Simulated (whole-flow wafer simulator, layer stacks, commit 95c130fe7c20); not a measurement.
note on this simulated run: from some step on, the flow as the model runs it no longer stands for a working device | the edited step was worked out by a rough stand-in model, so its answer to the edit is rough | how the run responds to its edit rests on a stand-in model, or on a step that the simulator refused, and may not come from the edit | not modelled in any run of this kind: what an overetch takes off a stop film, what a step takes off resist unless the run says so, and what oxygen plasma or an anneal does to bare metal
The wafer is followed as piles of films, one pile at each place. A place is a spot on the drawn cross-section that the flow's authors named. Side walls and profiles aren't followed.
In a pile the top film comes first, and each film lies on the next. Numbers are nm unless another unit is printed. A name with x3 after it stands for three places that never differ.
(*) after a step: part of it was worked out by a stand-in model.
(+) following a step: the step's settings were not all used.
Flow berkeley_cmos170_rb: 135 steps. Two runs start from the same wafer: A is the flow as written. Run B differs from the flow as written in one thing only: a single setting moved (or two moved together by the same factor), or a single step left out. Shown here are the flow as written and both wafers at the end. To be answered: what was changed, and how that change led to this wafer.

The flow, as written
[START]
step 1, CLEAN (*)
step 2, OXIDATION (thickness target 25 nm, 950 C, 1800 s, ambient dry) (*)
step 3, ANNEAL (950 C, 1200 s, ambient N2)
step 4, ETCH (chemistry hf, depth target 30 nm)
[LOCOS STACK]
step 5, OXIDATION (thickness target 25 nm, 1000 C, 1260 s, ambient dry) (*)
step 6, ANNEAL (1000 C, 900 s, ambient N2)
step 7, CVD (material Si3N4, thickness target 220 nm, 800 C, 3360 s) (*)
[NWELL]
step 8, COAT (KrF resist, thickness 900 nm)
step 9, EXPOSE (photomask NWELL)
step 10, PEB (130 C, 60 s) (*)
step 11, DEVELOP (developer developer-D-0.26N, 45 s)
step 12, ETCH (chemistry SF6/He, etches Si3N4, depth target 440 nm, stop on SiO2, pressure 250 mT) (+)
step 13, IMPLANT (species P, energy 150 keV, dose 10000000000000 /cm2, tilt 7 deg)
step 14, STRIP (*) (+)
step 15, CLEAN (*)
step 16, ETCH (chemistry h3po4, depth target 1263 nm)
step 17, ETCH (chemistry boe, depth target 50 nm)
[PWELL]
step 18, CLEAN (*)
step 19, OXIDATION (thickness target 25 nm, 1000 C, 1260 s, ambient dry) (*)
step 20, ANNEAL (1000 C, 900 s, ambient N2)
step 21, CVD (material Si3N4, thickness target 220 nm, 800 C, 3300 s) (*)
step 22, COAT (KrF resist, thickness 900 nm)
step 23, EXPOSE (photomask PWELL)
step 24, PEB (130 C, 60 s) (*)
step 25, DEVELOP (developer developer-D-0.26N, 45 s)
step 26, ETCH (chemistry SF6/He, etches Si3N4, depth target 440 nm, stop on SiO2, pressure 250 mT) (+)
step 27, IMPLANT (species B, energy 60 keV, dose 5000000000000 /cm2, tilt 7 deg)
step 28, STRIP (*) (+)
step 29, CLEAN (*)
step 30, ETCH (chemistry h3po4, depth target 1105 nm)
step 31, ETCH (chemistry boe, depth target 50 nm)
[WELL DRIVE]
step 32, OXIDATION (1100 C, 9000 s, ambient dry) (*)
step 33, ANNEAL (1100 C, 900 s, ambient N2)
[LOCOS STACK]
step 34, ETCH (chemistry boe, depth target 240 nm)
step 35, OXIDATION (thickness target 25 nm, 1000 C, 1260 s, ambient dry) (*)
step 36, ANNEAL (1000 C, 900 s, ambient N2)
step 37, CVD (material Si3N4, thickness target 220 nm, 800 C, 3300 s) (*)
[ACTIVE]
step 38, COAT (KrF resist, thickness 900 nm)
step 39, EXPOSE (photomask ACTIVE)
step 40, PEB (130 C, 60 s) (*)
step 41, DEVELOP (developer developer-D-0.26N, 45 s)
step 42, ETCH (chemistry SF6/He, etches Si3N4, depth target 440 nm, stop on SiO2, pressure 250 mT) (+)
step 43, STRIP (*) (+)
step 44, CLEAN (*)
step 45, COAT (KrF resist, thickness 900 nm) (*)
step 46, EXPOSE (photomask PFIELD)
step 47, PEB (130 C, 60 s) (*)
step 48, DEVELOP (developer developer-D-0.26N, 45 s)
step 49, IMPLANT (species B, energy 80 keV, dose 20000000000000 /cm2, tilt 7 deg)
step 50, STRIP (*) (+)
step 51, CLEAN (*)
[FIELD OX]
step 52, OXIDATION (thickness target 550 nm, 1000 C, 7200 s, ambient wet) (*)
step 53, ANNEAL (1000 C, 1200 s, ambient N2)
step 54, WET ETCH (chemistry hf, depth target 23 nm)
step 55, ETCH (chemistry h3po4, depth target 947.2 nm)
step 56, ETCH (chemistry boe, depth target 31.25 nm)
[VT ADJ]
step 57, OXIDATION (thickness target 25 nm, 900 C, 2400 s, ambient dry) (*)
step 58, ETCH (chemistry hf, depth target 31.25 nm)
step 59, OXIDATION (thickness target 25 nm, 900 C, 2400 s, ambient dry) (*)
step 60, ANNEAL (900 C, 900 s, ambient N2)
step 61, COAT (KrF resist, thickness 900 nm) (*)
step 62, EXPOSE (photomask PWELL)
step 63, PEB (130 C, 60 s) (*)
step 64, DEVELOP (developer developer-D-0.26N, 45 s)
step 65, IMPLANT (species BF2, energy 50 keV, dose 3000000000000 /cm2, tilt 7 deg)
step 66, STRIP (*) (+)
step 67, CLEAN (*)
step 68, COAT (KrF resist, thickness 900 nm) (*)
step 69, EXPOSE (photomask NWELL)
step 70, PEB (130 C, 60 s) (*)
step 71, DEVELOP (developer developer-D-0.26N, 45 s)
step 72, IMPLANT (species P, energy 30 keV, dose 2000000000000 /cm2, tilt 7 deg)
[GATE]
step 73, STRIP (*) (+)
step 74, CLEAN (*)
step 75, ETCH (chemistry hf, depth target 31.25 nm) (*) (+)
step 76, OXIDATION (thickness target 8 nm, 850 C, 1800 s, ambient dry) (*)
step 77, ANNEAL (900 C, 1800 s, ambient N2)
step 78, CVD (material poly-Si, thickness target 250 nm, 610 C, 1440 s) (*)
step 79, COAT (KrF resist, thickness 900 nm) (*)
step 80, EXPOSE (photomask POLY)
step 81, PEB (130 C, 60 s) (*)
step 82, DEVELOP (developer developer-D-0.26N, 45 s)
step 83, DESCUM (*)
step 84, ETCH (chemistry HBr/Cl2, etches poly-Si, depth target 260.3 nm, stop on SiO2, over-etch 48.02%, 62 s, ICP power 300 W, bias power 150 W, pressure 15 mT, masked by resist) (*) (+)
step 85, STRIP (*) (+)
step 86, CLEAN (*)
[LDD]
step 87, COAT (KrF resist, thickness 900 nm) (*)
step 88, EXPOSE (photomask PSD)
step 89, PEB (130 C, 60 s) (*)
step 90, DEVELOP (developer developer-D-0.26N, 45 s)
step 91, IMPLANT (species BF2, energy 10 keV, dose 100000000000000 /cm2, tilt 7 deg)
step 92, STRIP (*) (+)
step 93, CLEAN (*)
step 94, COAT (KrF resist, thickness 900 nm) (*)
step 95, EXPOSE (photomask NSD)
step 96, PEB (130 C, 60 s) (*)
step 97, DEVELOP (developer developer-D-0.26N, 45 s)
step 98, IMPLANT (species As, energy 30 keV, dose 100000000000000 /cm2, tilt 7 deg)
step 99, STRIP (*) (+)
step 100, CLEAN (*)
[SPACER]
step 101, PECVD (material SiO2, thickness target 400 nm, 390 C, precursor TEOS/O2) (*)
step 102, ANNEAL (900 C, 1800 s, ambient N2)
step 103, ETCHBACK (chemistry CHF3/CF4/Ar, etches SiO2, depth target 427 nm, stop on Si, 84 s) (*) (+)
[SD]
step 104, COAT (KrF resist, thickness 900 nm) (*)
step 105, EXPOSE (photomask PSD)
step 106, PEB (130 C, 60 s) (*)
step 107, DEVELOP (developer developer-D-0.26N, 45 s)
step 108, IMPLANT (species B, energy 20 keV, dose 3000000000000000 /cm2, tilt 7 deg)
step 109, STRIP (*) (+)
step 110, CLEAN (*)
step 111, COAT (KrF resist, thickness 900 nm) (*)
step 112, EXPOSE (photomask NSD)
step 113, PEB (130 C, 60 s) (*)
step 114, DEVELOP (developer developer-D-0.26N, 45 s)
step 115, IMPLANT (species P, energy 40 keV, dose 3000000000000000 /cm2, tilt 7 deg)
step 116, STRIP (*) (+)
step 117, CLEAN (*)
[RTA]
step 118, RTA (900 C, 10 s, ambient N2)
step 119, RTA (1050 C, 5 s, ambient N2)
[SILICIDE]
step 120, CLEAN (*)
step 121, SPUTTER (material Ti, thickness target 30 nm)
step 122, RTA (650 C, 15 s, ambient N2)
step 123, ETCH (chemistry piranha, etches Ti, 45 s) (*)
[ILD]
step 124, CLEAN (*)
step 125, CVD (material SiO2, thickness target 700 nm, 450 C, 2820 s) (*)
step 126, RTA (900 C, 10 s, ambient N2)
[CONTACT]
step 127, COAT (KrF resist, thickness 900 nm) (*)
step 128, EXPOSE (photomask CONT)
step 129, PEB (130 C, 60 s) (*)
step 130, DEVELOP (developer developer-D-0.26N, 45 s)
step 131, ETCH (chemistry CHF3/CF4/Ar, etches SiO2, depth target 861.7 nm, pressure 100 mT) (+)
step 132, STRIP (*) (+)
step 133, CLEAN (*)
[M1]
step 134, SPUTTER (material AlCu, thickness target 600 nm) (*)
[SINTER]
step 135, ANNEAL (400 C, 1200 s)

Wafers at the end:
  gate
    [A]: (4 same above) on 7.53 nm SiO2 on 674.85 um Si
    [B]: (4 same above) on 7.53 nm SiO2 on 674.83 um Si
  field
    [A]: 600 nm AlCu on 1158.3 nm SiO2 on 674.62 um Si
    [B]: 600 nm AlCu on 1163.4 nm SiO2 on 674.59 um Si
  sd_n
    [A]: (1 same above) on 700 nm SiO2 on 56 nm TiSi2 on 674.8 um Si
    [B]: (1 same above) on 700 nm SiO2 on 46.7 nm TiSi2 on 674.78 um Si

What caused this: step 32, OXIDATION: 14400 s was run, whereas the flow has 9000 s.

How this came from the change, step by step:
  step 32, OXIDATION (1100 C, 9000 s, ambient dry) (*)
      field, sd_n, spacer_n and 6 more: A SiO2 gains 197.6 (new film), Si loses 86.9 | B SiO2 gains 262.1 (new film), Si loses 115.3
  step 34, ETCH (chemistry boe, depth target 240 nm)
      field, sd_n, spacer_n and 6 more: A SiO2 loses 197.6 (all of it) | B SiO2 loses 240
  step 35, OXIDATION (thickness target 25 nm, 1000 C, 1260 s, ambient dry) (*)
      field, sd_n, spacer_n and 6 more: A SiO2 gains 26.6 (new film), Si loses 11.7 | B SiO2 gains 20.3, Si loses 8.95
  step 52, OXIDATION (thickness target 550 nm, 1000 C, 7200 s, ambient wet) (*)
      gate: A SiO2 gains 12.9 (new film), Si3N4 loses 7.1, SiO2 gains 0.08, Si loses 0.08 | B SiO2 gains 12.9 (new film), Si3N4 loses 7.1
      sd_n: A SiO2 gains 12.9 (new film), Si3N4 loses 7.1, SiO2 gains 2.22, Si loses 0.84 | B SiO2 gains 12.9 (new film), Si3N4 loses 7.1, SiO2 gains 10, Si loses 4.18
      (and at 2 other places as well)
  step 56, ETCH (chemistry boe, depth target 31.25 nm)
      spacer_n, gate, sd_p, spacer_p, gate_p, contact: A SiO2 loses 26.6 (all of it) | B SiO2 loses 31.2
      sd_n: A SiO2 loses 28.8 (all of it) | B SiO2 loses 31.3
      (and at 1 other place as well)
  step 57, OXIDATION (thickness target 25 nm, 900 C, 2400 s, ambient dry) (*)
      spacer_n, gate, spacer_p, gate_p, contact: A SiO2 gains 15 (new film), Si loses 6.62 | B SiO2 gains 11.8, Si loses 5.19
      sd_n: A SiO2 gains 15 (new film), Si loses 6.62 | B SiO2 gains 10.1, Si loses 4.45
      (and at 2 other places as well)
  step 58, ETCH (chemistry hf, depth target 31.25 nm)
      m1: A SiO2 loses 15 (all of it) | B SiO2 loses 31.2
      spacer_n, gate, spacer_p, gate_p, contact: A SiO2 loses 15 (all of it) | B SiO2 loses 23 (all of it)
      (and at 2 other places as well)
  step 59, OXIDATION (thickness target 25 nm, 900 C, 2400 s, ambient dry) (*)
      m1: A SiO2 gains 15 (new film), Si loses 6.62 | B SiO2 gains 11.2, Si loses 4.93
  step 75, ETCH (chemistry hf, depth target 31.25 nm) (*) (+)
      m1: A SiO2 loses 15 (all of it) | B SiO2 loses 16.8 (all of it)
  step 121, SPUTTER (material Ti, thickness target 30 nm)
      sd_n: A Ti gains 30 (new film) | B Ti gains 25 (new film)
      sd_p: A Ti gains 27.1 (new film) | B Ti gains 25.3 (new film)
  step 122, RTA (650 C, 15 s, ambient N2)
      sd_n: A Ti loses 23.4, TiSi first gains 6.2 (new film), TiSi2 C49 gains 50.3 (new film), Si loses 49 | B Ti loses 19.5, TiSi2 C49 gains 49.6 (new film), Si loses 44.3
      sd_p: A Ti loses 21.1, TiSi first gains 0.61 (new film), TiSi2 C49 gains 52.9 (new film), Si loses 47.6 | B Ti loses 19.7, TiSi2 C49 gains 50.1 (new film), Si loses 44.7
  step 123, ETCH (chemistry piranha, etches Ti, 45 s) (*)
      sd_n: A Ti loses 6.6 (all of it) | B Ti loses 5.5 (all of it)
  step 126, RTA (900 C, 10 s, ambient N2)
      sd_n: A under 1 film: TiSi2 gains 56 (new film), TiSi first loses 6.2 (all of it), TiSi2 C49 loses 50.3 (all of it), Si loses 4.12 | B under 1 film: TiSi2 gains 46.7 (new film), TiSi2 C49 loses 49.6 (all of it)
      sd_p: A under 1 film: TiSi2 gains 50.7 (new film), TiSi first loses 0.61 (all of it), TiSi2 C49 loses 52.9 (all of it), Si loses 0.41 | B under 1 film: TiSi2 gains 47.2 (new film), TiSi2 C49 loses 50.1 (all of it)
